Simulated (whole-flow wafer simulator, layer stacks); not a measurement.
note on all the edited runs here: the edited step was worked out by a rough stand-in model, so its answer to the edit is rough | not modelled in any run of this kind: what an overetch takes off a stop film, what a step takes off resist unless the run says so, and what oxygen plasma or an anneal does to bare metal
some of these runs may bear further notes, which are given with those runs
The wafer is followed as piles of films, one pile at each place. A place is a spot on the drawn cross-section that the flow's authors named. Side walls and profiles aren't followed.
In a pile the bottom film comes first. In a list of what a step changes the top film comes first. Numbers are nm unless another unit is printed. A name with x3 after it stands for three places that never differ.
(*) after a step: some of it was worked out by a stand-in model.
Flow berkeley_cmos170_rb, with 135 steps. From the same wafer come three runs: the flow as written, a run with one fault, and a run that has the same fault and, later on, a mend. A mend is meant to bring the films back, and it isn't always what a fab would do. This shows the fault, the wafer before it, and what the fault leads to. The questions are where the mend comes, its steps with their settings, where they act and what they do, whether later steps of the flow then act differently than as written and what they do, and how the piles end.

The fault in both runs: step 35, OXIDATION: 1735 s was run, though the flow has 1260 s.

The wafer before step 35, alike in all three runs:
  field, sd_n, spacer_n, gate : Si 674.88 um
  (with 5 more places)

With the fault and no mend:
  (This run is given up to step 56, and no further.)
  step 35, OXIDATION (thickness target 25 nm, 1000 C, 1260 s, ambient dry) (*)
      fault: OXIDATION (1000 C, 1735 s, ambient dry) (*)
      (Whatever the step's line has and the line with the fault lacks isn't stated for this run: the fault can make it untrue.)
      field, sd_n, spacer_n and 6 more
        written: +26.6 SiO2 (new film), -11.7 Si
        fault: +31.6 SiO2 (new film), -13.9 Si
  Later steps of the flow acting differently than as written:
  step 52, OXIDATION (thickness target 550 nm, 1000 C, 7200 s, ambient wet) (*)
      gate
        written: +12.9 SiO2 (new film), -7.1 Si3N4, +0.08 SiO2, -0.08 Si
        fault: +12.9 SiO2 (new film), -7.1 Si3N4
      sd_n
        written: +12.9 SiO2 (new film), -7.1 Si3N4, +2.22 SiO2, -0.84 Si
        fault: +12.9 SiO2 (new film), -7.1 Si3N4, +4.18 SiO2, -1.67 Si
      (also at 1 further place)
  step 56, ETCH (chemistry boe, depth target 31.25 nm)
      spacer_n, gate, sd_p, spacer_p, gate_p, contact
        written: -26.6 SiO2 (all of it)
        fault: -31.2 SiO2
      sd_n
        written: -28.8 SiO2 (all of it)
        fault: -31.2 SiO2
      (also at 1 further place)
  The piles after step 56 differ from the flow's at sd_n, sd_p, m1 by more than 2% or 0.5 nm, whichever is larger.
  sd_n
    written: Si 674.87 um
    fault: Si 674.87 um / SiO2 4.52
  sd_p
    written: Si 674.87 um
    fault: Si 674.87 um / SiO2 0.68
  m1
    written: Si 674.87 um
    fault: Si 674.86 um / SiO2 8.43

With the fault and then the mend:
  After step 36 comes the mend.
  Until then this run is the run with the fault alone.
  step 36a, WET ETCH (chemistry hf, depth target 5.035 nm)
      field, sd_n, spacer_n and 6 more
        -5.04 SiO2
  Later steps of the flow that are run all act as written at every place that is followed.
  When the end is reached, the piles differ only a little from the flow's at the places that both follow, at most by 2% or 0.5 nm, whichever is larger.
